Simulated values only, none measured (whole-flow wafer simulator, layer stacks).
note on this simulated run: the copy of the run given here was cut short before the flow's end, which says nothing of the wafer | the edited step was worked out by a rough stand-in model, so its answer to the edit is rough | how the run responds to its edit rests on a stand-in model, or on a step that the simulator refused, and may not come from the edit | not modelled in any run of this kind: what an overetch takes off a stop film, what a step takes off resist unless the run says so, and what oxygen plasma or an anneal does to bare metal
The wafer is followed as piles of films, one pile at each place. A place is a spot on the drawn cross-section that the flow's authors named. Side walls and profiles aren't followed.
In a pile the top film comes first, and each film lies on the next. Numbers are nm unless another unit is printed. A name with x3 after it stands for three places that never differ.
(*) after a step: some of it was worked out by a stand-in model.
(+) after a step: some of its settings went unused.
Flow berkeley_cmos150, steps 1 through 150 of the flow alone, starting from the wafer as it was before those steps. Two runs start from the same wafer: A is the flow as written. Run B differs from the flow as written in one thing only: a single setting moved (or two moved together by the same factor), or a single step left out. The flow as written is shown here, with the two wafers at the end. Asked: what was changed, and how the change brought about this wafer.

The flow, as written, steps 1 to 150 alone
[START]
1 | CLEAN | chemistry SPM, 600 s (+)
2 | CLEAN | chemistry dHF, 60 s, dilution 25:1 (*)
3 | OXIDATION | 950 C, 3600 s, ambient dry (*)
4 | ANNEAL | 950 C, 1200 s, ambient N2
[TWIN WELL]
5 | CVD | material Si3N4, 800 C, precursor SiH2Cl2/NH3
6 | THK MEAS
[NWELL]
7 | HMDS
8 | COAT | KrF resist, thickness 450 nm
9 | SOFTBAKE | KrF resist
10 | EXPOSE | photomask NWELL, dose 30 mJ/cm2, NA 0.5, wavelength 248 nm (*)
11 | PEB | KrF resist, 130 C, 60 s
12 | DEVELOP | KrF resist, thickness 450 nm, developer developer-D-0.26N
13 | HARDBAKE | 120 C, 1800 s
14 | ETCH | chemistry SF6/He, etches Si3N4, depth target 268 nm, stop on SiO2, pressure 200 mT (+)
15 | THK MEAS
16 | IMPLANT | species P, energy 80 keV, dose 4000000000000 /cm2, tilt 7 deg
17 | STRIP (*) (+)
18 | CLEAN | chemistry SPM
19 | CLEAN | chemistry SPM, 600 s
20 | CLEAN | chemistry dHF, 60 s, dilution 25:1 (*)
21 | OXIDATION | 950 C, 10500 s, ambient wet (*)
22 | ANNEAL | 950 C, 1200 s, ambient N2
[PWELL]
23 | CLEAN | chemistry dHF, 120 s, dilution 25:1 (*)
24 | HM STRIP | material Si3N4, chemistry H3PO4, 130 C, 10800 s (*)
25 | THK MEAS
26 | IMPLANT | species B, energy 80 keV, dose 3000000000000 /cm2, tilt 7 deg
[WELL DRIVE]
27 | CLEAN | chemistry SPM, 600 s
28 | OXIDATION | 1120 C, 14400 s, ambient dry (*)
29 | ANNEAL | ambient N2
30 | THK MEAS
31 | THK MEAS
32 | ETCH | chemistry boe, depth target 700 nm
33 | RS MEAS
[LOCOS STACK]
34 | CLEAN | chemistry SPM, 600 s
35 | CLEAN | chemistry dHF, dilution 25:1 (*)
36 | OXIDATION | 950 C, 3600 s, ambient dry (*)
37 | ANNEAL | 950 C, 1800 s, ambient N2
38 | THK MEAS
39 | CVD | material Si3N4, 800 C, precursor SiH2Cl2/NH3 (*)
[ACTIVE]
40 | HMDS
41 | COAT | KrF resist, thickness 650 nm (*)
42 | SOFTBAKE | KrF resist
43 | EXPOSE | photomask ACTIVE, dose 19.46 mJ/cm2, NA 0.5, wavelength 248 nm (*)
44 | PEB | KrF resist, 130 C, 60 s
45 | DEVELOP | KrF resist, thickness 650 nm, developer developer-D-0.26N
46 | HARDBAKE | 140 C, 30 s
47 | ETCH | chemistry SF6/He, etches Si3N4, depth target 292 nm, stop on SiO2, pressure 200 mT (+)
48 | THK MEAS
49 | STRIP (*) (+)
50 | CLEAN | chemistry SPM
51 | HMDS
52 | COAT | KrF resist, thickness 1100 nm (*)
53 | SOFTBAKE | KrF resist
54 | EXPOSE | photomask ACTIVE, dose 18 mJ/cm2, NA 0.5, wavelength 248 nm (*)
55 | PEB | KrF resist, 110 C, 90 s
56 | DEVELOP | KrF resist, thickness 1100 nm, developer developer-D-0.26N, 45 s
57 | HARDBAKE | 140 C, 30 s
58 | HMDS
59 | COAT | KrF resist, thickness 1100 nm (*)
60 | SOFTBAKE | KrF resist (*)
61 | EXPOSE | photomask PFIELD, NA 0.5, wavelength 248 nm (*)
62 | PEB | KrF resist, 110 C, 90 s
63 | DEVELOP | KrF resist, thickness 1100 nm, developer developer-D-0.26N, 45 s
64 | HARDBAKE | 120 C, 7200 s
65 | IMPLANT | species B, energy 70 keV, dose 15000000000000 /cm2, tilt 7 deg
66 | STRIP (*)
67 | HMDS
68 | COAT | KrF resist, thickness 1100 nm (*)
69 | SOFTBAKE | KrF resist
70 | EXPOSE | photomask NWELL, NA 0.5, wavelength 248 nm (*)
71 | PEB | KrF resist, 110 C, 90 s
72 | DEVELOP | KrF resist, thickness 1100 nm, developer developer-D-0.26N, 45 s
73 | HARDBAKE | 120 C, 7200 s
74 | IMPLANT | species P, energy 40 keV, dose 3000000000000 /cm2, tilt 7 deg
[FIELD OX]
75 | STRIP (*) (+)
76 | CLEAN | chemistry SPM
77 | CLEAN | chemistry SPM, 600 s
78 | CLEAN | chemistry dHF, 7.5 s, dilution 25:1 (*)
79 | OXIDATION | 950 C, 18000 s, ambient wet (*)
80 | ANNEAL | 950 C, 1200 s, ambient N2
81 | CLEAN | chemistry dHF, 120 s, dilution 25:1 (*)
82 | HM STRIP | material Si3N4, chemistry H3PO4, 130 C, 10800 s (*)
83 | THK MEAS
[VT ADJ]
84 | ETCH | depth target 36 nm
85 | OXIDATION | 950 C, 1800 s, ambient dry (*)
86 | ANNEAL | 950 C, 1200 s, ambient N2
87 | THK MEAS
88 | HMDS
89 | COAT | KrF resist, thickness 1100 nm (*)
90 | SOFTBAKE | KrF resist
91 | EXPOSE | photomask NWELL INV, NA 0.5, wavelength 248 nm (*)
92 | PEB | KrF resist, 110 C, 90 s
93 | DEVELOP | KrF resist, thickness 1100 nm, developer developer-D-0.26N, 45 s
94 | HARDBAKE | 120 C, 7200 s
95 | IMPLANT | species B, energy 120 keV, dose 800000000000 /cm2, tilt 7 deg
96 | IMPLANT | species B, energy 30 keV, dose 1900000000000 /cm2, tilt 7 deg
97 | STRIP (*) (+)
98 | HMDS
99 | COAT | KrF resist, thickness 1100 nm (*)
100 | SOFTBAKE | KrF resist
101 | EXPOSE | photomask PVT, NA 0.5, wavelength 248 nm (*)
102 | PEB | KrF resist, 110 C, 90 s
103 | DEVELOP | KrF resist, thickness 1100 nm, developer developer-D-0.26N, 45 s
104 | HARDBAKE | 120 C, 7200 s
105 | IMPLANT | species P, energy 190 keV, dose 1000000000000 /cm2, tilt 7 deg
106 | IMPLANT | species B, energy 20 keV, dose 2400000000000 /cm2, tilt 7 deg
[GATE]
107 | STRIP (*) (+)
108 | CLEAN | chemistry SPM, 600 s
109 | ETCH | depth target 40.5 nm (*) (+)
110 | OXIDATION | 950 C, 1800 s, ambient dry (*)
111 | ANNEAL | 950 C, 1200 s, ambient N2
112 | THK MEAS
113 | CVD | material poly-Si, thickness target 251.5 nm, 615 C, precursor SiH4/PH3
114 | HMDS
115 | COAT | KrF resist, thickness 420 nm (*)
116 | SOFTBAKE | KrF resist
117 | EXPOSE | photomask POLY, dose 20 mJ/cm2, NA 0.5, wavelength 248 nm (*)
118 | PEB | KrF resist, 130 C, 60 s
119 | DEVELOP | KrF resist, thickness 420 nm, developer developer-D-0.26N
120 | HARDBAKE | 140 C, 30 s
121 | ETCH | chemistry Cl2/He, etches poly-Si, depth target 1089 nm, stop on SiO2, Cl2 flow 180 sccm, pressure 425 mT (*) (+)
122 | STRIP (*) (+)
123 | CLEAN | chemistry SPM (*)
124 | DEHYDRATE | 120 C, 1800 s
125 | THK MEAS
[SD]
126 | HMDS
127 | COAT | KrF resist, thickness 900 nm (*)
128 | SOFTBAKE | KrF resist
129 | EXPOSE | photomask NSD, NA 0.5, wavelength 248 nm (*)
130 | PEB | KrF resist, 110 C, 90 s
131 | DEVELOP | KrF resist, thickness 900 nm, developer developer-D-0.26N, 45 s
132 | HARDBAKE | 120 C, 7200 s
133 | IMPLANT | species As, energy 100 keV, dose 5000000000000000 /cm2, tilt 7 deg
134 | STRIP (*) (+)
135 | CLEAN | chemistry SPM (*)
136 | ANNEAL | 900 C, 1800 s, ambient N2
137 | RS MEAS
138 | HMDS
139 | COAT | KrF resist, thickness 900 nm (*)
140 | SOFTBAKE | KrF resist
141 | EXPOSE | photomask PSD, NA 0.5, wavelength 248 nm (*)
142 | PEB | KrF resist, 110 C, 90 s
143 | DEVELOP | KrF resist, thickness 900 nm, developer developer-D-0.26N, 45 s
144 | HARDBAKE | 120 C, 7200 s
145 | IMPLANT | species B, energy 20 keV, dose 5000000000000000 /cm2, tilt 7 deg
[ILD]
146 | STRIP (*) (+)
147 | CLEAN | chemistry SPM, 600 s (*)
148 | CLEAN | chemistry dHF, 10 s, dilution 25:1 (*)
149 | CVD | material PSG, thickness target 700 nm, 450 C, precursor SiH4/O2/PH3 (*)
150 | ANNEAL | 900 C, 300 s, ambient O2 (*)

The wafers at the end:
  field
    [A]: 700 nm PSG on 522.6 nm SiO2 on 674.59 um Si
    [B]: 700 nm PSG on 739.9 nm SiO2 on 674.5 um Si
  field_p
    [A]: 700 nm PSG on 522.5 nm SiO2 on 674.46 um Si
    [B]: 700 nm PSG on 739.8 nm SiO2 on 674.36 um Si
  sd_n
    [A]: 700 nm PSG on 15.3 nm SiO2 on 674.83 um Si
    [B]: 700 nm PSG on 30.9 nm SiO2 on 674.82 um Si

The reason: step 79, OXIDATION: 998 C was run, while the flow as written has 950 C.

The path from the change to this, step by step:
  79 | OXIDATION | 950 C, 18000 s, ambient wet (*)
      gate_n, sd_p, gate_p, contact, m1: A +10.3 SiO2 (new film), -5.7 Si3N4 | B +19.9 SiO2 (new film), -11 Si3N4
      field: A +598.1 SiO2, -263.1 Si | B +816.5 SiO2, -359.3 Si
      (as well as at 2 more places)
  81 | CLEAN | chemistry dHF, 120 s, dilution 25:1 (*)
      sd_n, gate_n, sd_p, gate_p, contact, m1: A -10.3 SiO2 (all of it), -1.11 Si3N4 | B -19.9 SiO2 (all of it), -0.27 Si3N4
  82 | HM STRIP | material Si3N4, chemistry H3PO4, 130 C, 10800 s (*)
      sd_n, gate_n, contact, m1: A -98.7 Si3N4 (all of it), -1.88 SiO2 | B -94.3 Si3N4 (all of it), -1.92 SiO2
      sd_p, gate_p: A -98.6 Si3N4 (all of it), -1.88 SiO2 | B -94.2 Si3N4 (all of it), -1.92 SiO2
  85 | OXIDATION | 950 C, 1800 s, ambient dry (*)
      field, field_p: A +2.35 SiO2, -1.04 Si | B +1.79 SiO2, -0.79 Si
      sd_n: A +12.2 SiO2, -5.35 Si | B +8.51 SiO2, -3.74 Si
  89 | COAT | KrF resist, thickness 1100 nm (*)
      field: A +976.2 KrF resist (new film) | B +938.8 KrF resist (new film)
      field_p: A +1087.8 KrF resist (new film) | B +1049.8 KrF resist (new film)
      (as well as at 6 more places)
  92 | PEB | KrF resist, 110 C, 90 s
      m1: A -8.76 KrF resist | B -9.27 KrF resist
  93 | DEVELOP | KrF resist, thickness 1100 nm, developer developer-D-0.26N, 45 s
      field: A -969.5 KrF resist (all of it) | B -932.3 KrF resist (all of it)
      sd_n: A -1234.3 KrF resist (all of it) | B -1294.9 KrF resist (all of it)
      (as well as at 2 more places)
  94 | HARDBAKE | 120 C, 7200 s
      field_p: A -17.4 KrF resist | B -16.7 KrF resist
      sd_p: A -21.4 KrF resist | B -22.5 KrF resist
      (as well as at 2 more places)
  97 | STRIP (*) (+)
      field_p: A -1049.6 KrF resist (all of it) | B -1012.5 KrF resist (all of it)
      sd_p: A -1273.5 KrF resist (all of it) | B -1334.8 KrF resist (all of it)
      (as well as at 2 more places)
  99 | COAT | KrF resist, thickness 1100 nm (*)
      field: A +976.2 KrF resist (new film) | B +938.8 KrF resist (new film)
      field_p: A +1087.8 KrF resist (new film) | B +1049.8 KrF resist (new film)
      (as well as at 6 more places)
  102 | PEB | KrF resist, 110 C, 90 s
      m1: A -8.76 KrF resist | B -9.27 KrF resist
  103 | DEVELOP | KrF resist, thickness 1100 nm, developer developer-D-0.26N, 45 s
      sd_p: A -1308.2 KrF resist (all of it) | B -1370.6 KrF resist (all of it)
      gate_p: A -1282.6 KrF resist (all of it) | B -1333.6 KrF resist (all of it)
  104 | HARDBAKE | 120 C, 7200 s
      field: A -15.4 KrF resist | B -14.8 KrF resist
      field_p: A -17.4 KrF resist | B -16.7 KrF resist
      (as well as at 4 more places)
  107 | STRIP (*) (+)
      field: A -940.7 KrF resist (all of it) | B -904.2 KrF resist (all of it)
      field_p: A -1049.6 KrF resist (all of it) | B -1012.5 KrF resist (all of it)
      (as well as at 4 more places)
  109 | ETCH | depth target 40.5 nm (*) (+)
      sd_n: A -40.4 SiO2 (all of it) | B -40.5 SiO2
  110 | OXIDATION | 950 C, 1800 s, ambient dry (*)
      sd_n: A +20.4 SiO2 (new film), -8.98 Si | B +13.4 SiO2, -5.9 Si
      field, field_p: A +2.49 SiO2, -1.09 Si | B +1.87 SiO2, -0.82 Si
  ... 12 other steps ...
  149 | CVD | material PSG, thickness target 700 nm, 450 C, precursor SiH4/O2/PH3 (*)
      sd_p: A +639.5 PSG (new film) | B +675.2 PSG (new film)
